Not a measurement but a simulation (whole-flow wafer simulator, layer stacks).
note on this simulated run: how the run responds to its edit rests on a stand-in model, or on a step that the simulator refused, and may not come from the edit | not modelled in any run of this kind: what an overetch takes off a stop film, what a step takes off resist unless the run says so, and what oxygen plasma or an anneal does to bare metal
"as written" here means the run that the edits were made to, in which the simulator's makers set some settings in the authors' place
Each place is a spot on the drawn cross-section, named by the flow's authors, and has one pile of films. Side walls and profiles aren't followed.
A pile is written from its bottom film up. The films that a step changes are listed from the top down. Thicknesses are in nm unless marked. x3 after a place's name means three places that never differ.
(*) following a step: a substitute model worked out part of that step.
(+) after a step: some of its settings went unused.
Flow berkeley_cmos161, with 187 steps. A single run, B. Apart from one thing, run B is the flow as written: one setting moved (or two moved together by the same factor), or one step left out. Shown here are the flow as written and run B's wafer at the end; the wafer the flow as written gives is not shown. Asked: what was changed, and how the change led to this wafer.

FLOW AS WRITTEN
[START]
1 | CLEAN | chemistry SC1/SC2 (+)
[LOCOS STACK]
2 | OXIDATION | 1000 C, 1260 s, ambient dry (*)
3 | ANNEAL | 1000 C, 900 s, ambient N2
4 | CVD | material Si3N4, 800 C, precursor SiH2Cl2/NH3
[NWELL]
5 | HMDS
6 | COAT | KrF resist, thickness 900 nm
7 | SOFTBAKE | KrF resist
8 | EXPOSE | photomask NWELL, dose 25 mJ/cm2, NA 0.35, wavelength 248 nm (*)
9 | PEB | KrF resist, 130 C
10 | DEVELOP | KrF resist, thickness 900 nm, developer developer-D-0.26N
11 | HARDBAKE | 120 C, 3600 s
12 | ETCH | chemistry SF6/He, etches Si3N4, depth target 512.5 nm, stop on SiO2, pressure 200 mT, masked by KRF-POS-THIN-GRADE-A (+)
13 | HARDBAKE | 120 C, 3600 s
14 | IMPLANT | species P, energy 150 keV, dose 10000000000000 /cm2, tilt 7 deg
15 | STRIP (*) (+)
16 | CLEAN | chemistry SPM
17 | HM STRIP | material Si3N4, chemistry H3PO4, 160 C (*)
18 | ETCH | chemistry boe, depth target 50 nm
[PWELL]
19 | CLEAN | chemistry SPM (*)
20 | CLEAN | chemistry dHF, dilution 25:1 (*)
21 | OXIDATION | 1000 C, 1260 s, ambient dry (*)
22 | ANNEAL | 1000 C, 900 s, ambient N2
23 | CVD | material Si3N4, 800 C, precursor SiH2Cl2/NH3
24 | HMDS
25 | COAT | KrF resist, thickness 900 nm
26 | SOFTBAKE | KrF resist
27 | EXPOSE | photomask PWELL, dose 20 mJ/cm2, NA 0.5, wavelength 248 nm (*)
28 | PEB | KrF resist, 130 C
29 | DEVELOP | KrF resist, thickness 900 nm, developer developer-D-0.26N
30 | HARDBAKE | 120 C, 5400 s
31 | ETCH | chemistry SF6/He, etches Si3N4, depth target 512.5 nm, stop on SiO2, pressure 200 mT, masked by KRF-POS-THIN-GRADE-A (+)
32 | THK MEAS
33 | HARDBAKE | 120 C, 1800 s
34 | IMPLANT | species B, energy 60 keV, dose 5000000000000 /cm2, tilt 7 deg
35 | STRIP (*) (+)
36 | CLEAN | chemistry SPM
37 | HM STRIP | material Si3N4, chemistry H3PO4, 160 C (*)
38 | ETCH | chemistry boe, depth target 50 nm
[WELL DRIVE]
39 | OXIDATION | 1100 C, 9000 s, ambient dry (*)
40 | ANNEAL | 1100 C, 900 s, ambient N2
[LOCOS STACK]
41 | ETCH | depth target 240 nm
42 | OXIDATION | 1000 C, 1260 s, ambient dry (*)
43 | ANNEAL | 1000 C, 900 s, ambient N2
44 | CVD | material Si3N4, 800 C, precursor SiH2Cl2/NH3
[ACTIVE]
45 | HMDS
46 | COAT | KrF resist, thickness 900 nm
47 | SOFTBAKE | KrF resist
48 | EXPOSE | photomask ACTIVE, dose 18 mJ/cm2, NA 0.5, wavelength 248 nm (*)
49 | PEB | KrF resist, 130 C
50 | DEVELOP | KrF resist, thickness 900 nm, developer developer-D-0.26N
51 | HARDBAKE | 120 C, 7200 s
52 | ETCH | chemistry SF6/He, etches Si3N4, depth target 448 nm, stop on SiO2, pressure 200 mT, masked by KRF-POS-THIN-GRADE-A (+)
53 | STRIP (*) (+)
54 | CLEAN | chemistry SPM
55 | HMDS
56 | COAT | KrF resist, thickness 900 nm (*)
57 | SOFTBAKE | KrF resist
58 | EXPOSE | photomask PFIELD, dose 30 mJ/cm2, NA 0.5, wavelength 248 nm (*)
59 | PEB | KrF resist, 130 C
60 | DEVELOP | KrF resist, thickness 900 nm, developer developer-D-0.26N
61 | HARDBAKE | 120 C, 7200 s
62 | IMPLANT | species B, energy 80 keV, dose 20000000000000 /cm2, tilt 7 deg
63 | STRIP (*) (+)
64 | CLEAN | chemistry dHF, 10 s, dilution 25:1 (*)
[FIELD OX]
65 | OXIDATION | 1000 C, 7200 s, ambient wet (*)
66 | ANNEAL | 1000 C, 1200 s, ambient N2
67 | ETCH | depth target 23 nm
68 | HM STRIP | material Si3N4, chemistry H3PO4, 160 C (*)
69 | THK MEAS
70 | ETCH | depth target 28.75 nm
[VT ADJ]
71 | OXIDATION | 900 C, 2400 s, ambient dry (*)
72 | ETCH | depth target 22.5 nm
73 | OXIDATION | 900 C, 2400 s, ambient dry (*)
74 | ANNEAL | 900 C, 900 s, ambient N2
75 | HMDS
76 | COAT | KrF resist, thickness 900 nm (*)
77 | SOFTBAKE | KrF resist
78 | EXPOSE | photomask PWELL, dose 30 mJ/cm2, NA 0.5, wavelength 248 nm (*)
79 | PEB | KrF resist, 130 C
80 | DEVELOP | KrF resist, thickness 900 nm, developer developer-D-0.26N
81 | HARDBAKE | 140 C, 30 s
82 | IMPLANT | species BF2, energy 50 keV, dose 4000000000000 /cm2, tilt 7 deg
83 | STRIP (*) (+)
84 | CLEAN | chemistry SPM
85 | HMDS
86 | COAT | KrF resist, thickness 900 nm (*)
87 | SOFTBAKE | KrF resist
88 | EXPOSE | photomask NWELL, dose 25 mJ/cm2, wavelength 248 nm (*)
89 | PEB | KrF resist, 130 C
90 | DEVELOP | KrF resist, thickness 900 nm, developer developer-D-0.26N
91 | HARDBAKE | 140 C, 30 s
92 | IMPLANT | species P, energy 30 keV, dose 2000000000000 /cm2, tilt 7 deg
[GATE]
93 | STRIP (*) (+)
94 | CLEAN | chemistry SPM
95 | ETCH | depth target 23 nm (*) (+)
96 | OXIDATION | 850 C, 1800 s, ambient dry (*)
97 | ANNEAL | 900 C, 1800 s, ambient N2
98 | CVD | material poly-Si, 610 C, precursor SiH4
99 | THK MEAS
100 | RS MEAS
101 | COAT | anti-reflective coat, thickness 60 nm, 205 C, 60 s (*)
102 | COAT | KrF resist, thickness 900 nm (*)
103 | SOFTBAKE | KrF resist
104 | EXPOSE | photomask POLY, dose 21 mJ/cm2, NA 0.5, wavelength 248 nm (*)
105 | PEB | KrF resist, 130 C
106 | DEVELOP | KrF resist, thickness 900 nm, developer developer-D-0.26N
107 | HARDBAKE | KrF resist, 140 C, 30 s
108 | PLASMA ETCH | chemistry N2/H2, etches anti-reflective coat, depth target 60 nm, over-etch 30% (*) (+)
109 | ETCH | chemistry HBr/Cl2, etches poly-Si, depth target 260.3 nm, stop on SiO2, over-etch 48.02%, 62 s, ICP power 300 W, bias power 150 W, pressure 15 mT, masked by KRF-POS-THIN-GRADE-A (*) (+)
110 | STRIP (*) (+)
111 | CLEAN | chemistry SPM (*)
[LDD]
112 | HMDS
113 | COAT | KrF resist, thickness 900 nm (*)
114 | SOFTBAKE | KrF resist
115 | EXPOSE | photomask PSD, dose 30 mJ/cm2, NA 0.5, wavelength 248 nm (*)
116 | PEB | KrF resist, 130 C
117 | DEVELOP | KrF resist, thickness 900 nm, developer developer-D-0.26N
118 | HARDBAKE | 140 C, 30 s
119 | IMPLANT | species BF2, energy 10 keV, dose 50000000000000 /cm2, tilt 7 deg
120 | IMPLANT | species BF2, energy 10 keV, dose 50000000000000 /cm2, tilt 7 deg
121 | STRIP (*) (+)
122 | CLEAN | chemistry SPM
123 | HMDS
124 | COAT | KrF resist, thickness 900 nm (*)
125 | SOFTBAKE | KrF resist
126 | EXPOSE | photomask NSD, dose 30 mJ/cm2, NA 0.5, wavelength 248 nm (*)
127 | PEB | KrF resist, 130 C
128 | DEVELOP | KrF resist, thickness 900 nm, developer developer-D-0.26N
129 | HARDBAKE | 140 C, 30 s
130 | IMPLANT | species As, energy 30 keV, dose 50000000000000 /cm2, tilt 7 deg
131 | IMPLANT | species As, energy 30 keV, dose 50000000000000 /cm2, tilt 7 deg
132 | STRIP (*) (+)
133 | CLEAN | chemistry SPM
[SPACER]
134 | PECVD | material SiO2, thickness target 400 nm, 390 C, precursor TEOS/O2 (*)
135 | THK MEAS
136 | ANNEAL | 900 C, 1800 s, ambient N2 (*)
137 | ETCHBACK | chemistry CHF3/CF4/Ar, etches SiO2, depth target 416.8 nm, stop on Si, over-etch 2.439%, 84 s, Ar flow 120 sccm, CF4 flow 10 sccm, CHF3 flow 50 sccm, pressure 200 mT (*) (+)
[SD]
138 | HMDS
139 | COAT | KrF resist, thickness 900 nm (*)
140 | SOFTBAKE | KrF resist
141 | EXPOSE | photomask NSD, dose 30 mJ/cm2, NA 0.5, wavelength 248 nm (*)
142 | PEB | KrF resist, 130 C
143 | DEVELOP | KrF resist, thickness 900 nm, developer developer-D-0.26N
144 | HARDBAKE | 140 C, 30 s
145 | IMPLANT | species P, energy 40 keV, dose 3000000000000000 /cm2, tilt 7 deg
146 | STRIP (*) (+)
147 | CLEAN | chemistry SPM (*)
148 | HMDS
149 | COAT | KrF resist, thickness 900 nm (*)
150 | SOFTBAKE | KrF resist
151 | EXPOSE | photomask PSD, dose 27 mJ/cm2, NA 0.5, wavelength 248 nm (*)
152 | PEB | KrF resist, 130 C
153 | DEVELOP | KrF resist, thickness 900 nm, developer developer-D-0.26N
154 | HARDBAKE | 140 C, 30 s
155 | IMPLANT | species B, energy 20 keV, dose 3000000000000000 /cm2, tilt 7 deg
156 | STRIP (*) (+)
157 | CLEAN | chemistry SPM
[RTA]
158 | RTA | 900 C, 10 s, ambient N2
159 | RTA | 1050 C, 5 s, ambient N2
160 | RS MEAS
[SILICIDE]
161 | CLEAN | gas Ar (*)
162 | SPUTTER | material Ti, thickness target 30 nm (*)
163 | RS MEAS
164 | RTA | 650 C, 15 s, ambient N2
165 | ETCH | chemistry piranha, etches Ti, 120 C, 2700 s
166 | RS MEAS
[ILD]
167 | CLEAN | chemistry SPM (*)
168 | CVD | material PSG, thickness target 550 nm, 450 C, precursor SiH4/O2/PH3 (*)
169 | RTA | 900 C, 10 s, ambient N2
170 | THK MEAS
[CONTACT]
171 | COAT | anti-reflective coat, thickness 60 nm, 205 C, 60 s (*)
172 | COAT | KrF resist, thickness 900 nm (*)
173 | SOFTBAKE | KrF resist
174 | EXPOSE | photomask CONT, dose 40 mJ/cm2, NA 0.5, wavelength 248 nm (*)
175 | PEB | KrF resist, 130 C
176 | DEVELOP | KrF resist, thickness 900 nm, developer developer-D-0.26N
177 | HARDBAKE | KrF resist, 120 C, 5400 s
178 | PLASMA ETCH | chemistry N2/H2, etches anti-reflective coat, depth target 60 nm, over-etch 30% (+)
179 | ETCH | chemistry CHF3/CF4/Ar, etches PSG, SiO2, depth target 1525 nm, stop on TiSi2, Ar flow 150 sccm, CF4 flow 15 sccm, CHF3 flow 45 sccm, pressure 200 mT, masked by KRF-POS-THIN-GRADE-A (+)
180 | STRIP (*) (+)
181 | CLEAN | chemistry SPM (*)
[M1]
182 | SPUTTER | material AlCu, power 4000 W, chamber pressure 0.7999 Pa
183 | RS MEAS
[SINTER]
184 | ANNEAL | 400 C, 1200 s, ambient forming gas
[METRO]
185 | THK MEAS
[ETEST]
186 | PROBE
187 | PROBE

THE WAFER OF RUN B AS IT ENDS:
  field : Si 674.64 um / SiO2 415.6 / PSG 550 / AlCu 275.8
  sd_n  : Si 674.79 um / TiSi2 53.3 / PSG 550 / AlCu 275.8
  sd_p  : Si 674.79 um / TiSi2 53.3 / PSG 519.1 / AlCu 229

What caused this: step 44, CVD: 662 C was run, whereas the flow has 800 C.

How this came from the change, step by step:
  44 | CVD | material Si3N4, 800 C, precursor SiH2Cl2/NH3
      field, sd_n, spacer_n and 6 more: Si3N4 gains 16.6 (new film) (it would be, as written: Si3N4 gains 194.4 (new film))
  52 | ETCH | chemistry SF6/He, etches Si3N4, depth target 448 nm, stop on SiO2, pressure 200 mT, masked by KRF-POS-THIN-GRADE-A (+)
      sd_n, spacer_n, gate_n, sd_p, spacer_p, gate_p, contact, m1: KrF resist loses 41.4 (it would be, as written: KrF resist loses 234.7)
      field: Si3N4 loses 16.6 (all of it), SiO2 loses 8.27 (it would be, as written: Si3N4 loses 194.4 (all of it), SiO2 loses 8.27)
  53 | STRIP (*) (+)
      sd_n, spacer_n, gate_n, sd_p, spacer_p, gate_p, contact, m1: KrF resist loses 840 (all of it) (it would be, as written: KrF resist loses 646.8 (all of it))
  56 | COAT | KrF resist, thickness 900 nm (*)
      field: KrF resist gains 906.8 (new film) (it would be, as written: KrF resist gains 955.6 (new film))
      sd_n: KrF resist gains 887.1 (new film) (it would be, as written: KrF resist gains 796.1 (new film))
      (as well as at 7 more places)
  60 | DEVELOP | KrF resist, thickness 900 nm, developer developer-D-0.26N
      field: KrF resist loses 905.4 (all of it) (it would be, as written: KrF resist loses 954.1 (all of it))
  63 | STRIP (*) (+)
      sd_n: KrF resist loses 868.6 (all of it) (it would be, as written: KrF resist loses 778.1 (all of it))
      spacer_n: KrF resist loses 872 (all of it) (it would be, as written: KrF resist loses 808 (all of it))
      (as well as at 6 more places)
  65 | OXIDATION | 1000 C, 7200 s, ambient wet (*)
      contact: SiO2 gains 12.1 (new film), Si3N4 loses 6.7, SiO2 gains 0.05, Si loses 0.05 (it would be, as written: SiO2 gains 12.1 (new film), Si3N4 loses 6.7)
      sd_n, sd_p: SiO2 gains 12.1 (new film), Si3N4 loses 6.7, SiO2 gains 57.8, Si loses 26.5 (it would be, as written: SiO2 gains 12.1 (new film), Si3N4 loses 6.7, SiO2 gains 0.25, Si loses 0.15)
  68 | HM STRIP | material Si3N4, chemistry H3PO4, 160 C (*)
      sd_n, sd_p: Si3N4 loses 9.32 (all of it) (it would be, as written: Si3N4 loses 187.1 (all of it), SiO2 loses 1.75)
      spacer_n, gate_n, spacer_p, gate_p, contact, m1: Si3N4 loses 9.32 (all of it), SiO2 loses 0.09 (it would be, as written: Si3N4 loses 187.1 (all of it), SiO2 loses 1.75)
      (as well as at 1 more place)
  70 | ETCH | depth target 28.75 nm
      sd_n, sd_p: SiO2 loses 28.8 (it would be, as written: SiO2 loses 25 (all of it))
      spacer_n, gate_n, spacer_p, gate_p, contact, m1: SiO2 loses 26.5 (all of it) (it would be, as written: SiO2 loses 24.8 (all of it))
  71 | OXIDATION | 900 C, 2400 s, ambient dry (*)
      sd_n, sd_p: SiO2 gains 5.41, Si loses 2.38 (it would be, as written: SiO2 gains 14.9 (new film), Si loses 6.57)
  72 | ETCH | depth target 22.5 nm
      sd_n, sd_p: SiO2 loses 22.5 (it would be, as written: SiO2 loses 14.9 (all of it))
  73 | OXIDATION | 900 C, 2400 s, ambient dry (*)
      sd_n, sd_p: SiO2 gains 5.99, Si loses 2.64 (it would be, as written: SiO2 gains 14.9 (new film), Si loses 6.57)
  95 | ETCH | depth target 23 nm (*) (+)
      sd_n, sd_p: SiO2 loses 23 (it would be, as written: SiO2 loses 14.9 (all of it))
  96 | OXIDATION | 850 C, 1800 s, ambient dry (*)
      sd_n, sd_p: SiO2 gains 3.8, Si loses 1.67 (it would be, as written: SiO2 gains 7.48 (new film), Si loses 3.29)
  101 | COAT | anti-reflective coat, thickness 60 nm, 205 C, 60 s (*)
      sd_n: anti-reflective coat gains 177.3 (new film) (it would be, as written: anti-reflective coat gains 173.5 (new film))
  108 | PLASMA ETCH | chemistry N2/H2, etches anti-reflective coat, depth target 60 nm, over-etch 30% (*) (+)
      sd_n: anti-reflective coat loses 177.3 (all of it), poly-Si loses 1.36 (it would be, as written: anti-reflective coat loses 173.5 (all of it), poly-Si loses 1.33)
  ... 4 further steps ...
  182 | SPUTTER | material AlCu, power 4000 W, chamber pressure 0.7999 Pa
      sd_p: AlCu gains 229 (new film) (it would be, as written: AlCu gains 234.7 (new film))
